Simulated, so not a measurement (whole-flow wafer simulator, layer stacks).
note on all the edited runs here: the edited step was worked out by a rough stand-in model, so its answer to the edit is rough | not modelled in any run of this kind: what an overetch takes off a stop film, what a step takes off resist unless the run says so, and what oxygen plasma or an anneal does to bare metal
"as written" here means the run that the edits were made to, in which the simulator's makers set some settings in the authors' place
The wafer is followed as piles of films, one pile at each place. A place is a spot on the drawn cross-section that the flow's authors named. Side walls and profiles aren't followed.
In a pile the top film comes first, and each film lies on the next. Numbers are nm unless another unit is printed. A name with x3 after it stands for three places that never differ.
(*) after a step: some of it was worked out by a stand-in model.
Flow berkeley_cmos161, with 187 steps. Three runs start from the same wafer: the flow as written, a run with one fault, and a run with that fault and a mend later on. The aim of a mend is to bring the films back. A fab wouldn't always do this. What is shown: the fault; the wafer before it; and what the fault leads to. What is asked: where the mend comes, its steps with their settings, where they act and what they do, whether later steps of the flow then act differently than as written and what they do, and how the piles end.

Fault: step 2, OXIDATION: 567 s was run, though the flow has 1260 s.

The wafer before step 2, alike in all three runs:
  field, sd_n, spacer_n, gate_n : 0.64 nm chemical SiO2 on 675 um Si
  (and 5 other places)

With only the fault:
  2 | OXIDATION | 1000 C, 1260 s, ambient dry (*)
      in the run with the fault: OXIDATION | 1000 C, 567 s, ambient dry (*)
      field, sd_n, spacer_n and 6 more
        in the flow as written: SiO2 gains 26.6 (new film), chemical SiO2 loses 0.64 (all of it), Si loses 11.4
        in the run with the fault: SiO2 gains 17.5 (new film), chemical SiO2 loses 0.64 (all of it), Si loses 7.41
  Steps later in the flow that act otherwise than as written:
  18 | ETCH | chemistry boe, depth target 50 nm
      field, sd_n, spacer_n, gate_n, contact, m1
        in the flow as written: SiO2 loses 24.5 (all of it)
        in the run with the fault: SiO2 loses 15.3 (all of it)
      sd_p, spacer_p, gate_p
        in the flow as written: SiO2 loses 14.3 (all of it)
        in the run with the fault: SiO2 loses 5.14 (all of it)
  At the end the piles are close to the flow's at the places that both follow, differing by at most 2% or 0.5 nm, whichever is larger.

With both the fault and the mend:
  The mend follows step 2.
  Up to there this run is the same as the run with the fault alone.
  2a | OXIDATION | 1000 C, 693 s, ambient dry (*) (a further turn of the flow's step 2, with different settings)
      field, sd_n, spacer_n and 6 more
        SiO2 gains 9.16, Si loses 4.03
  Later steps of the flow that are run all act as written at every place that is followed.
  At every place that both follow, the piles at the end match the flow's.
